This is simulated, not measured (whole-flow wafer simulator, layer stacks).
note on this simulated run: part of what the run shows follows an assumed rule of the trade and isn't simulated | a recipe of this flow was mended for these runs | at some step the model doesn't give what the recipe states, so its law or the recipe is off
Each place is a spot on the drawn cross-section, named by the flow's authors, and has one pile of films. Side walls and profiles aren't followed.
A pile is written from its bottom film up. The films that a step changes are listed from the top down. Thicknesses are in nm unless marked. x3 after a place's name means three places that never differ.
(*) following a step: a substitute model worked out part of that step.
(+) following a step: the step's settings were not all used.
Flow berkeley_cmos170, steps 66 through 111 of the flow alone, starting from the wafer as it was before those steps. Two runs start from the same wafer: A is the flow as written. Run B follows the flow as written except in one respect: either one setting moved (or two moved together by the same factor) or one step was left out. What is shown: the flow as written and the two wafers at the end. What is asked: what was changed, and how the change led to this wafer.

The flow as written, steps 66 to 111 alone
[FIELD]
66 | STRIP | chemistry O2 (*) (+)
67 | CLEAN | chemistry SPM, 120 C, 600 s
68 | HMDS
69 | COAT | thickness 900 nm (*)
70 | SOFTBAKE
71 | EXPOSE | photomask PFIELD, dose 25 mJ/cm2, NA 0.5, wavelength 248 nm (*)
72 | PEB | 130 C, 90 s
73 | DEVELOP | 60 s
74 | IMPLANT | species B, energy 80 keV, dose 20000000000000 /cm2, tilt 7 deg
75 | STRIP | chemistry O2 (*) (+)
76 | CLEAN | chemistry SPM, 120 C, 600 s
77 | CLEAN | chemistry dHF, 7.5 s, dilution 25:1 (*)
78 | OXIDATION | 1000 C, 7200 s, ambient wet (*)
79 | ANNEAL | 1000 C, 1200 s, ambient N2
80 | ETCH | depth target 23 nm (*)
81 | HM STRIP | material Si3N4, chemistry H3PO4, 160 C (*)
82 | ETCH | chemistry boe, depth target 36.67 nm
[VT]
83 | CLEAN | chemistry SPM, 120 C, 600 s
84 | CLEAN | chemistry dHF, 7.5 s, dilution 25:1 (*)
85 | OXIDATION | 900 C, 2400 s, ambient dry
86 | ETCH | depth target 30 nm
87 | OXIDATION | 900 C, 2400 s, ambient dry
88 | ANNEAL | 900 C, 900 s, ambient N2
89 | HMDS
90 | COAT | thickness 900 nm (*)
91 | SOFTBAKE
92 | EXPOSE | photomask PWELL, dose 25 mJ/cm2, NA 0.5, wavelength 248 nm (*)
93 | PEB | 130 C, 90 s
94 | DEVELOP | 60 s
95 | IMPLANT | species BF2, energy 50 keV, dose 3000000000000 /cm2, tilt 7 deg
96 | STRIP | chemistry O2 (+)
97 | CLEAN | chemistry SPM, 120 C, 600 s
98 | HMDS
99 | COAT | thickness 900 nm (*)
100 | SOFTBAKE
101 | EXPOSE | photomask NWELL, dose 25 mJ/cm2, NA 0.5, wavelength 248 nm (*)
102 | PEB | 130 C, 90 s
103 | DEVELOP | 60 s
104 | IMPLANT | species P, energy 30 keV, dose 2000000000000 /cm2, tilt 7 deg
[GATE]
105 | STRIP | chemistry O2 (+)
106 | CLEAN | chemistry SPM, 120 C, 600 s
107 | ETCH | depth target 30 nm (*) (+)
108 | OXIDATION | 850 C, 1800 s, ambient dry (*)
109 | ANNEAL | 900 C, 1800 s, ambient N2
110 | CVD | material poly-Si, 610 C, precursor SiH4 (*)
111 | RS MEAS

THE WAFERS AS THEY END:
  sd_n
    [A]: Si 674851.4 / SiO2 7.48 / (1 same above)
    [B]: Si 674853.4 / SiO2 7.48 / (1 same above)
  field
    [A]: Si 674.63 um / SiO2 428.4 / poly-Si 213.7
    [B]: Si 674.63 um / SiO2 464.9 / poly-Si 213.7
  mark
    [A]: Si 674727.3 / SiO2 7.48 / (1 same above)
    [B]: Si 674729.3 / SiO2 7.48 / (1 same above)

Cause: step 82, ETCH: chemistry boe, depth target 36.67 nm, was skipped.

How this came from the change, step by step:
  83 | CLEAN | chemistry SPM, 120 C, 600 s
      mark, sd_n, spacer_n and 9 more: A chemical SiO2 gains 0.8 (new film), Si loses 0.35 | B nothing
  84 | CLEAN | chemistry dHF, 7.5 s, dilution 25:1 (*)
      mark, sd_n, spacer_n and 9 more: A chemical SiO2 loses 0.8 (all of it) | B SiO2 loses 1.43
  85 | OXIDATION | 900 C, 2400 s, ambient dry
      mark, spacer_n, gate_n and 7 more: A SiO2 gains 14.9 (new film), Si loses 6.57 | B SiO2 gains 11.2, Si loses 4.92
      sd_n, sd_p: A SiO2 gains 14.9 (new film), Si loses 6.57 | B SiO2 gains 11.2, Si loses 4.91
  86 | ETCH | depth target 30 nm
      mark, spacer_n, gate_n and 7 more: A SiO2 loses 14.9 (all of it) | B SiO2 loses 25.2 (all of it)
      sd_n, sd_p: A SiO2 loses 14.9 (all of it) | B SiO2 loses 25.3 (all of it)
